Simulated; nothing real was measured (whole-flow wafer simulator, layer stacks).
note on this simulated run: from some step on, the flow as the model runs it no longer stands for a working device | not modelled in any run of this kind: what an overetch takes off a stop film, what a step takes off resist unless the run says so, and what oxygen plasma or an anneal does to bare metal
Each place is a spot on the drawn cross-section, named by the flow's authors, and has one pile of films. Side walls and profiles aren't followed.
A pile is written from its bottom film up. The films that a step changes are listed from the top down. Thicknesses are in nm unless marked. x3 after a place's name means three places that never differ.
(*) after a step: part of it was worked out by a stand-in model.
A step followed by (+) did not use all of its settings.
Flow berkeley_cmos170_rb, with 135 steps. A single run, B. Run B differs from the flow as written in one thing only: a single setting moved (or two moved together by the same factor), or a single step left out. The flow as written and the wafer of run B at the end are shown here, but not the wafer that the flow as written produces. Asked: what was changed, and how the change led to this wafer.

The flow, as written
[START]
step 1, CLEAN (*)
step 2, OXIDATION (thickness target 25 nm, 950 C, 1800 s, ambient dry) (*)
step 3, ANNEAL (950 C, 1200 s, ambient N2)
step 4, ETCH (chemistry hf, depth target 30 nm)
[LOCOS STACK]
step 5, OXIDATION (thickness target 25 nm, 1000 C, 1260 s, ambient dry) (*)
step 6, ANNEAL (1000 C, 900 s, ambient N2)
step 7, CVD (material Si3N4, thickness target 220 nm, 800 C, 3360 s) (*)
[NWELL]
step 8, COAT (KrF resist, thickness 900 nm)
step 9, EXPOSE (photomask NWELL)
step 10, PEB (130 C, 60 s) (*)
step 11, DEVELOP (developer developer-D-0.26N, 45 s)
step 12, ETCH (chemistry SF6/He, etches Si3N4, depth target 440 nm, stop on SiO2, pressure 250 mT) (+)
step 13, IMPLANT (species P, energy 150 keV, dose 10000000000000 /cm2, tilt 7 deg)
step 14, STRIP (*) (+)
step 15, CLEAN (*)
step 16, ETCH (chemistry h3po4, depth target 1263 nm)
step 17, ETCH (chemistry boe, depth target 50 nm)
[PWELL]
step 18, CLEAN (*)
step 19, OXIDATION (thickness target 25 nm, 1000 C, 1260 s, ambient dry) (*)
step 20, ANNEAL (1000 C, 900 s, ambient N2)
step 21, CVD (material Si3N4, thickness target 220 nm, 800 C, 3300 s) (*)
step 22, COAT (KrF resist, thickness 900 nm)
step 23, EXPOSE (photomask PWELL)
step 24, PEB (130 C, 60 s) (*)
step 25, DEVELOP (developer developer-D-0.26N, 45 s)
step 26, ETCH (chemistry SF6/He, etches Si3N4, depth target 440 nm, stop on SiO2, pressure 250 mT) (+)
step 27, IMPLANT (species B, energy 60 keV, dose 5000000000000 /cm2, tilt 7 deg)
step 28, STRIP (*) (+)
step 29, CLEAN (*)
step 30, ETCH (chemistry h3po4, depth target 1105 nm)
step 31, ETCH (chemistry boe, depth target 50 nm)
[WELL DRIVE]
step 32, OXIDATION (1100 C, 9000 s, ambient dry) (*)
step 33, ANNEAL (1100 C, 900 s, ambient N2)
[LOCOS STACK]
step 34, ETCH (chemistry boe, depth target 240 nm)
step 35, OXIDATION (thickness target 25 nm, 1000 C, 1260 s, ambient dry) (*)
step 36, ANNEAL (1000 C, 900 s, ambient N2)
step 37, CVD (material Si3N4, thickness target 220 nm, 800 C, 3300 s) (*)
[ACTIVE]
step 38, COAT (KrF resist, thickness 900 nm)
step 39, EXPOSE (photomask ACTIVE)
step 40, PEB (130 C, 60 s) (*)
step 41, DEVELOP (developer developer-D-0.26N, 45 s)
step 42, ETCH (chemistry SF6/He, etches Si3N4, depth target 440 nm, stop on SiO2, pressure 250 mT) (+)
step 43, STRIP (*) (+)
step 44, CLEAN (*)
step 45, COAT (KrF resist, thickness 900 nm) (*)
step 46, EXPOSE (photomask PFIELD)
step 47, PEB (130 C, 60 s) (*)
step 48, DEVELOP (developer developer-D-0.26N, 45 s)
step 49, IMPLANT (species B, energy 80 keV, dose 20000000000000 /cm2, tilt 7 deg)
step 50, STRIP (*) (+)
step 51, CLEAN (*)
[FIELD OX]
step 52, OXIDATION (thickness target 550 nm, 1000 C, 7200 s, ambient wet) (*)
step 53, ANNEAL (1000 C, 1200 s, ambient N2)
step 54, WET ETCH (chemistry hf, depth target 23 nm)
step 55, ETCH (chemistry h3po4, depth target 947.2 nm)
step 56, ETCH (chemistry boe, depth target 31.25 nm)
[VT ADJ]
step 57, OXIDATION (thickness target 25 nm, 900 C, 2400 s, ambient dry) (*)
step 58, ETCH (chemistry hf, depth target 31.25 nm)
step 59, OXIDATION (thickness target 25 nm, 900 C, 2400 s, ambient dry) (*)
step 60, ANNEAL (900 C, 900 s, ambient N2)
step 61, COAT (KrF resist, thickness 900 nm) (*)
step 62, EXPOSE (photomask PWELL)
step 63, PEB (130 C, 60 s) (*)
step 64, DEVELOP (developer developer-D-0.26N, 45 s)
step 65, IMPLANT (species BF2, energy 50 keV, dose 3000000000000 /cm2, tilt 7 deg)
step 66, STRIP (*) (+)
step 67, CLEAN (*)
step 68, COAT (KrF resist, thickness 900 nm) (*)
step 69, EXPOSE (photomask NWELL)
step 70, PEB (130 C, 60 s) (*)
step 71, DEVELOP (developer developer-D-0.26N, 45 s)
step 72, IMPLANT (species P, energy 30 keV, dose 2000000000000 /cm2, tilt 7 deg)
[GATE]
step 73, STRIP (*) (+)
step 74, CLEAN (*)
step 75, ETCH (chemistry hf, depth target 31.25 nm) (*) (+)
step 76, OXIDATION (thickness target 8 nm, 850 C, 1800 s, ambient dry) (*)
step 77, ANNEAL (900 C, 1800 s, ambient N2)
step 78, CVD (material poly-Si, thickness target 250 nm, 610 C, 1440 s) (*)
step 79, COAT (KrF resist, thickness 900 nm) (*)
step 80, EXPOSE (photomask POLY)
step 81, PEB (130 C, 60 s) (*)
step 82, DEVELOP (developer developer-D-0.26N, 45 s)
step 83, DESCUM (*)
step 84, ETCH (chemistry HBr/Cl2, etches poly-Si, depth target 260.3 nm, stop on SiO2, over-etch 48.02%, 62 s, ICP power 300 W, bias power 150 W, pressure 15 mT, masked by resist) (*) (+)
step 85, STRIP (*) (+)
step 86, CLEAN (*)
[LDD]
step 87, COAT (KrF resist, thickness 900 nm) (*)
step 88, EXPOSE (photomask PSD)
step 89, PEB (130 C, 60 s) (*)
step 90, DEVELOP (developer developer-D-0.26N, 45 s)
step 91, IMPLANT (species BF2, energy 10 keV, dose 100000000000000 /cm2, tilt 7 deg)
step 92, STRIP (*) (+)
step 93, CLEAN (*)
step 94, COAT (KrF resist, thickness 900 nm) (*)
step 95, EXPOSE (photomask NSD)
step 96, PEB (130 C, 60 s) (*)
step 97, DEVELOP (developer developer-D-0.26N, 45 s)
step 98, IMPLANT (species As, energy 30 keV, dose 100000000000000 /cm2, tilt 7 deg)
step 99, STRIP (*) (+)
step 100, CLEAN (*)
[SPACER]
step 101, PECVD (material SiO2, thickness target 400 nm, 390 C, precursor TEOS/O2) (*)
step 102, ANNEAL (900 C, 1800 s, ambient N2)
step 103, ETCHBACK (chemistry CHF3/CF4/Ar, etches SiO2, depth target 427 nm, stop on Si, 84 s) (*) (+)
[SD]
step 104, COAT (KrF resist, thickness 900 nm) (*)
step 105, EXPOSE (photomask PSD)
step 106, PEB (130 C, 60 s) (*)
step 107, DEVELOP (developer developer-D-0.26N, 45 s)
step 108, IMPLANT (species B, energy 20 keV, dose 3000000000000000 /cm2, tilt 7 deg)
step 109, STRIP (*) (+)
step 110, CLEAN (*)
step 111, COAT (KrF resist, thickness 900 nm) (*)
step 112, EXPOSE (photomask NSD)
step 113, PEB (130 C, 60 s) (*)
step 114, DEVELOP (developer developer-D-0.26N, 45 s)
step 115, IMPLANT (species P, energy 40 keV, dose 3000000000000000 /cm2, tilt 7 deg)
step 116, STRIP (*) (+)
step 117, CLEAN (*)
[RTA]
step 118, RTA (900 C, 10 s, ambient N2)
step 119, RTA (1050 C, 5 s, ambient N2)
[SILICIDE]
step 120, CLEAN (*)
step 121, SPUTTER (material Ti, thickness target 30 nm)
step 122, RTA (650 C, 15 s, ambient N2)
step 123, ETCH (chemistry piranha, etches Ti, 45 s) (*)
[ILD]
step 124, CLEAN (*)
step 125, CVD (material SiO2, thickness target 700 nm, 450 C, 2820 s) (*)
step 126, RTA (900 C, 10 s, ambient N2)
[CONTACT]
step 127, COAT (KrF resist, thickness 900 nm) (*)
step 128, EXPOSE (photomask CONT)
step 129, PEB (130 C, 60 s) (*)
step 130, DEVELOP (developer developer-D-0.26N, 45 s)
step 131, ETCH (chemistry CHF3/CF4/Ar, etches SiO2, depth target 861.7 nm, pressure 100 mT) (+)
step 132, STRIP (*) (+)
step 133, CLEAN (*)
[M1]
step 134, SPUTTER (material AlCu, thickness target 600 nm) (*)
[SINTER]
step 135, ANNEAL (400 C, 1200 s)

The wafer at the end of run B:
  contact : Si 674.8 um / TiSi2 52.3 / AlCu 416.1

The reason: step 131, ETCH: depth target 775.5 nm was run, though the flow has depth target 861.7 nm.

The path from the change to this, step by step:
  step 131, ETCH (chemistry CHF3/CF4/Ar, etches SiO2, depth target 861.7 nm, pressure 100 mT) (+)
      field, sd_n, spacer_n, gate, sd_p, spacer_p, gate_p, m1: KrF resist loses 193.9 (it would be, as written: KrF resist loses 215.4)
      contact: SiO2 loses 700 (all of it), TiSi2 loses 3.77 (it would be, as written: SiO2 loses 700 (all of it), TiSi2 loses 8.08)
  step 132, STRIP (*) (+)
      field: KrF resist loses 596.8 (all of it) (it would be, as written: KrF resist loses 575.3 (all of it))
      sd_n: KrF resist loses 801.9 (all of it) (it would be, as written: KrF resist loses 780.4 (all of it))
      (as well as at 6 more places)
